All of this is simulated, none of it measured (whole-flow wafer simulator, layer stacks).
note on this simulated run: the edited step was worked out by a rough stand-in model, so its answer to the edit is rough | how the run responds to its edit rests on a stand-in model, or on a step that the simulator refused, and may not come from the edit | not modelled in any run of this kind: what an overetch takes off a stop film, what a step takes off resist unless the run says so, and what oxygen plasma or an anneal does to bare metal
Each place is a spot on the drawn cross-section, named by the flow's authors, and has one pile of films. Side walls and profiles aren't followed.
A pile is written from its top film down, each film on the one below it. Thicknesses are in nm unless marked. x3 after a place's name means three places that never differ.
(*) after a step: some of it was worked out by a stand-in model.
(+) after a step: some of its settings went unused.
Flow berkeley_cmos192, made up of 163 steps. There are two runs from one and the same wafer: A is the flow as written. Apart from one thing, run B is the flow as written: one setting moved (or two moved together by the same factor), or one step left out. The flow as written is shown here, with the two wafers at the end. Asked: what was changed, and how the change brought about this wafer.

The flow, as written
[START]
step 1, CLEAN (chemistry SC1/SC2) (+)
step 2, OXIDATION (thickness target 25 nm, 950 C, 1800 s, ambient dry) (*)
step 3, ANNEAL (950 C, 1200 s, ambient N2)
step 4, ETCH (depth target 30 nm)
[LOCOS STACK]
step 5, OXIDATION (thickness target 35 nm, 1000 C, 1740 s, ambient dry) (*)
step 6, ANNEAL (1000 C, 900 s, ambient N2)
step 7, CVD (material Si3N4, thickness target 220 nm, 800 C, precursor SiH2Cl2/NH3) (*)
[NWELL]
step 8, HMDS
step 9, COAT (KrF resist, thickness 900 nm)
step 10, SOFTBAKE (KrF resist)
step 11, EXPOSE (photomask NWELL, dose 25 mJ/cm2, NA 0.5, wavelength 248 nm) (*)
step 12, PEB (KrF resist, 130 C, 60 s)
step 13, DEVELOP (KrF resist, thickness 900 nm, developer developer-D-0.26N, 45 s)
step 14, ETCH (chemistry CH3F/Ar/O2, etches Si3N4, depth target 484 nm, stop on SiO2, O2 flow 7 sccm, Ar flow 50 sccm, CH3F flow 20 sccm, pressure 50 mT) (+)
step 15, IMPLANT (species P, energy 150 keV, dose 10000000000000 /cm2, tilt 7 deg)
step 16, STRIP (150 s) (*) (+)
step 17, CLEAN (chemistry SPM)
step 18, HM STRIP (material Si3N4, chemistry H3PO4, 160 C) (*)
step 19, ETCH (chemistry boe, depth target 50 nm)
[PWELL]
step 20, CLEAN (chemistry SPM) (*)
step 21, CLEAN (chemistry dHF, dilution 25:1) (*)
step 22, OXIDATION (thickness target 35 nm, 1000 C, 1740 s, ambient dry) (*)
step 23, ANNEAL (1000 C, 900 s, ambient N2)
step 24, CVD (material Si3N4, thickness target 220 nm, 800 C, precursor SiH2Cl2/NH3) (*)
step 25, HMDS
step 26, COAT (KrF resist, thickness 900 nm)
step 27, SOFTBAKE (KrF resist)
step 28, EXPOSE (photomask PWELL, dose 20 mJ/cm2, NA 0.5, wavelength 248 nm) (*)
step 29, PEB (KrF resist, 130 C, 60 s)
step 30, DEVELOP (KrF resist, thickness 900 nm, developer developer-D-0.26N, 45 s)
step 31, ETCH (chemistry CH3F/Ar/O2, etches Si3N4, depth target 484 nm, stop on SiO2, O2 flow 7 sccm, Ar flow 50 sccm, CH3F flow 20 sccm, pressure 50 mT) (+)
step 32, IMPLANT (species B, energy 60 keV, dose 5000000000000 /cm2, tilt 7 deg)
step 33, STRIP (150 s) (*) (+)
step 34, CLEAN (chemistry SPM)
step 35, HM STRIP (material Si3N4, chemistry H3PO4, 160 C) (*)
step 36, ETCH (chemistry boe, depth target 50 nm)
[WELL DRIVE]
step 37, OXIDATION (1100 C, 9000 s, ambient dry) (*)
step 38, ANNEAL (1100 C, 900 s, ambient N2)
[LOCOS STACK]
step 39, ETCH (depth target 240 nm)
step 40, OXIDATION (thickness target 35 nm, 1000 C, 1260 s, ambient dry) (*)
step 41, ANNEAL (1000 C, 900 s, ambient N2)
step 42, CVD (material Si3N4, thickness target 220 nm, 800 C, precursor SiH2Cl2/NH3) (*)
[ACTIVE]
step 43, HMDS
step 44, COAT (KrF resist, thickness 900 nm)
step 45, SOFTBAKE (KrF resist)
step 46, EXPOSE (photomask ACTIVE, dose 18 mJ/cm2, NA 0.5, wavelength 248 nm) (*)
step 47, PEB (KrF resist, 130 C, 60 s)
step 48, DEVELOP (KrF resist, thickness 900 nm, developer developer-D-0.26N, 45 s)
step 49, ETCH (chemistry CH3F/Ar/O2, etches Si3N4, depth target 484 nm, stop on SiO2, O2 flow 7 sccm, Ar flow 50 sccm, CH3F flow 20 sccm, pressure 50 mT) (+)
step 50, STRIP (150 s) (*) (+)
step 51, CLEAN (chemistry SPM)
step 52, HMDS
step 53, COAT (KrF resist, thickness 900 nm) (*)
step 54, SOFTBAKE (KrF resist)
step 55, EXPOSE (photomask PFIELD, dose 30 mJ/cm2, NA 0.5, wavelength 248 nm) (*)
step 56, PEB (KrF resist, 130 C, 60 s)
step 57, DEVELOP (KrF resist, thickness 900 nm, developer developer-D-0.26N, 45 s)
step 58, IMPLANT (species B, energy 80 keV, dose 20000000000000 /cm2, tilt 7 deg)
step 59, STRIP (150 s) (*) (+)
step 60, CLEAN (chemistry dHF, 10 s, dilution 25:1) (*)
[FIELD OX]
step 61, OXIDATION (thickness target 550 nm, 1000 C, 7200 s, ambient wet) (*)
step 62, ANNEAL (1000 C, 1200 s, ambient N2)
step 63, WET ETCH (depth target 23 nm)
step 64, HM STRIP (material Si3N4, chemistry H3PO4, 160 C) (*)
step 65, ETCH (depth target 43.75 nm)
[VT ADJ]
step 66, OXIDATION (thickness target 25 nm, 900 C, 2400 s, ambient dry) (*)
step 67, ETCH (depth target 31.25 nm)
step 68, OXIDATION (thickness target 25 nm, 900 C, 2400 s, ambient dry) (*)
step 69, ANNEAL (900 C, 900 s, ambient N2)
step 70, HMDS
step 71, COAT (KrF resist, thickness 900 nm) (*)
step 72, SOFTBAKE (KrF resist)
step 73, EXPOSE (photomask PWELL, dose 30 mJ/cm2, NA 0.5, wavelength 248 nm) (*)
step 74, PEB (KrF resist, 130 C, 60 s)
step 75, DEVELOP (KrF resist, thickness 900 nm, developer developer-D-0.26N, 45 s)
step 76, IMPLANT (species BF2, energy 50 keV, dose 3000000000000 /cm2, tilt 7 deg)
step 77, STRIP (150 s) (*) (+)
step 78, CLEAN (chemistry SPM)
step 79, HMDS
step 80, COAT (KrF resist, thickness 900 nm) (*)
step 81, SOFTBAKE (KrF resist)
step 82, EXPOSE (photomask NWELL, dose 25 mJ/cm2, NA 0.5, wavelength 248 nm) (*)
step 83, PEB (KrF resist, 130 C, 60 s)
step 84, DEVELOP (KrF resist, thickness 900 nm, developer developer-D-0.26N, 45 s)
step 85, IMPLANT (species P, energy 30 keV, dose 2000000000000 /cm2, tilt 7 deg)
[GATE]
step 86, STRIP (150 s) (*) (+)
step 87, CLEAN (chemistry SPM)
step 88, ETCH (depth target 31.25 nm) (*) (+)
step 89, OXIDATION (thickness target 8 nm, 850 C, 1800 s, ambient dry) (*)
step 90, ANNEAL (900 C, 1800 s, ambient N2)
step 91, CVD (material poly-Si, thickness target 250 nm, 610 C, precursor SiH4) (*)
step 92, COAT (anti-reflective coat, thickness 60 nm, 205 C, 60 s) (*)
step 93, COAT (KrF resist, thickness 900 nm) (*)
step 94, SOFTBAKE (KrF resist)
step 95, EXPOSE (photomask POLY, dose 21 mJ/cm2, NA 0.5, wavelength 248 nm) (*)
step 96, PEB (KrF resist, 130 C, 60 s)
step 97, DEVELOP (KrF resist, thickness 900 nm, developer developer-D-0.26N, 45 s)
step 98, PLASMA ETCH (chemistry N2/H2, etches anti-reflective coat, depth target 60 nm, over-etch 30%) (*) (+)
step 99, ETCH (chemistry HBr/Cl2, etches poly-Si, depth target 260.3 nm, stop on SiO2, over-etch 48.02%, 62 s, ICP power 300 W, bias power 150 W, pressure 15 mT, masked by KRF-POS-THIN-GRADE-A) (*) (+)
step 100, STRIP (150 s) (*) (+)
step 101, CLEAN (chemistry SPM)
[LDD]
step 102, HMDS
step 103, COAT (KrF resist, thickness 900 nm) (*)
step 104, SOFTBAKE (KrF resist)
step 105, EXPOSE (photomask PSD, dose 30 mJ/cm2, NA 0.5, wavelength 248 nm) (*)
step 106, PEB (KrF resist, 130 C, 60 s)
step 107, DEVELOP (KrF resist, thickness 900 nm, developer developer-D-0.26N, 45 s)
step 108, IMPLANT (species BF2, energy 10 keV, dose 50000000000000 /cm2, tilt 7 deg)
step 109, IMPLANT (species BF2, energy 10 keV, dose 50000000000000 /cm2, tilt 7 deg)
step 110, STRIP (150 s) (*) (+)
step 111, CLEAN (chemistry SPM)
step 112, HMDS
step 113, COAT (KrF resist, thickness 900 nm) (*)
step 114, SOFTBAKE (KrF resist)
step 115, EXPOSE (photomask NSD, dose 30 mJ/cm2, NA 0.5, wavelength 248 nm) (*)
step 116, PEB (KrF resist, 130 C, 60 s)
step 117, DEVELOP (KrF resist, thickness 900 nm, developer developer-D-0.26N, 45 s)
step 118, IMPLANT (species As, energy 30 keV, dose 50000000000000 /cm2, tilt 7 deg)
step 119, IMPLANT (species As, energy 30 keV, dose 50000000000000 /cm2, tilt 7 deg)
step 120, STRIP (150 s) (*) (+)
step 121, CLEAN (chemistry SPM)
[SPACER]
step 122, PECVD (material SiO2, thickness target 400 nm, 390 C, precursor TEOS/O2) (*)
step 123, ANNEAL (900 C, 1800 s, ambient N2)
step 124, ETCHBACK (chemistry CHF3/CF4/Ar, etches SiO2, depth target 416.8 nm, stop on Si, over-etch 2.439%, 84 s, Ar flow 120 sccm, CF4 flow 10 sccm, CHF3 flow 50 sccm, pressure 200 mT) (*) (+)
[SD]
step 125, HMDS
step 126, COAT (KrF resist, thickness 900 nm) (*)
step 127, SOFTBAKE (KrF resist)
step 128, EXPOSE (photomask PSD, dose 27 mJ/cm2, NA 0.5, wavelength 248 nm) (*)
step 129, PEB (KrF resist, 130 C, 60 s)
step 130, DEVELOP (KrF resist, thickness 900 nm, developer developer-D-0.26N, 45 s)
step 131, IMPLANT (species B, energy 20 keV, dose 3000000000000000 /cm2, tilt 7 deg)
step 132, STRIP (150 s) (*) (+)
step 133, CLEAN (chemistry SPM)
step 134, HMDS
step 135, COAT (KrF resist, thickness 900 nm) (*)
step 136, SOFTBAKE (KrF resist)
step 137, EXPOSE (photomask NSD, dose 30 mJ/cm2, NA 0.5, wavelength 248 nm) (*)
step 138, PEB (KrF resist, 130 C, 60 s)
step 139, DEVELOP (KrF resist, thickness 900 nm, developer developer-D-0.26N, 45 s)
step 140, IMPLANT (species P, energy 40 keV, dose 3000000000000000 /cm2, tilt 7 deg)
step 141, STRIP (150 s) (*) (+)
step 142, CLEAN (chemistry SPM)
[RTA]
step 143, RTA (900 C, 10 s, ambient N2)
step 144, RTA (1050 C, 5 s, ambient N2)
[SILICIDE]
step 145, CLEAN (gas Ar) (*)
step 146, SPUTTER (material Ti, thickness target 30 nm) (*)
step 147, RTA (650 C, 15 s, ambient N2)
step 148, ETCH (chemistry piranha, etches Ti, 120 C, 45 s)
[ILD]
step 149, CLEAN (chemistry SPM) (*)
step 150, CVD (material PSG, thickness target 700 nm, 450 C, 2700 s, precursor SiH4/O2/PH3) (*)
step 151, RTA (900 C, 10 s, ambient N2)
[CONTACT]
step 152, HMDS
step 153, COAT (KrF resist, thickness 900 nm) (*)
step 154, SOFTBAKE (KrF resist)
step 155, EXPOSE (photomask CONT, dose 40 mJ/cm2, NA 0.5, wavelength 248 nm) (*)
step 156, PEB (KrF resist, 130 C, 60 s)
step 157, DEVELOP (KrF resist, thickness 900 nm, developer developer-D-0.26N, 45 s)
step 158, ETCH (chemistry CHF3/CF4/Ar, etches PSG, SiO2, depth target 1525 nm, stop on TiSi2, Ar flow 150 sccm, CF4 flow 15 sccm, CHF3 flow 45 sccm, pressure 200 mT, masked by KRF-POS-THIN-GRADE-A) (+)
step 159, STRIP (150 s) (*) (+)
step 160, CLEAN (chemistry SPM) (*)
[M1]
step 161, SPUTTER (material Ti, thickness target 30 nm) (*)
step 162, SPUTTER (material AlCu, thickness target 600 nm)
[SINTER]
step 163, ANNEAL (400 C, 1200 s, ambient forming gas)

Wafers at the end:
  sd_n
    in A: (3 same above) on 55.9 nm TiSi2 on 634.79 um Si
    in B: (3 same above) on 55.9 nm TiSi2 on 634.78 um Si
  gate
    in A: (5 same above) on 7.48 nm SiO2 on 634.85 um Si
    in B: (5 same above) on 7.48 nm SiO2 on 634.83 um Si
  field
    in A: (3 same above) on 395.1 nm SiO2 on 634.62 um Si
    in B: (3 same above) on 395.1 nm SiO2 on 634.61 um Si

Cause: step 5, OXIDATION: 1100 C was run, whereas the flow has 1000 C.

Step by step, how the change led to this:
  step 5, OXIDATION (thickness target 35 nm, 1000 C, 1740 s, ambient dry) (*)
      field, sd_n, spacer_n and 6 more: A +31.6 SiO2 (new film), -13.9 Si | B +72.3 SiO2 (new film), -31.8 Si
  step 19, ETCH (chemistry boe, depth target 50 nm)
      field, sd_n, spacer_n, gate, contact, m1: A -29.6 SiO2 (all of it) | B -50 SiO2
      sd_p, spacer_p, gate_p: A -18.5 SiO2 (all of it) | B -50 SiO2
  step 20, CLEAN (chemistry SPM) (*)
      field, sd_n, spacer_n and 6 more: A +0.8 chemical SiO2 (new film), -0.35 Si | B nothing
  step 21, CLEAN (chemistry dHF, dilution 25:1) (*)
      field, sd_n, spacer_n, gate, contact, m1: A -0.8 chemical SiO2 (all of it) | B -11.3 SiO2
      sd_p, spacer_p, gate_p: A -0.8 chemical SiO2 (all of it) | B -9.21 SiO2 (all of it)
  step 22, OXIDATION (thickness target 35 nm, 1000 C, 1740 s, ambient dry) (*)
      field, sd_n, spacer_n, gate, contact, m1: A +31.6 SiO2 (new film), -13.9 Si | B +25.6 SiO2, -11.3 Si
  step 36, ETCH (chemistry boe, depth target 50 nm)
      field, sd_n, spacer_n, gate, contact: A -18.5 SiO2 (all of it) | B -21.5 SiO2 (all of it)
      m1: A -29.6 SiO2 (all of it) | B -32.5 SiO2 (all of it)
  step 61, OXIDATION (thickness target 550 nm, 1000 C, 7200 s, ambient wet) (*)
      sd_p: A +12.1 SiO2 (new film), -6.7 Si3N4, +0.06 SiO2, -0.06 Si | B +12.1 SiO2 (new film), -6.7 Si3N4
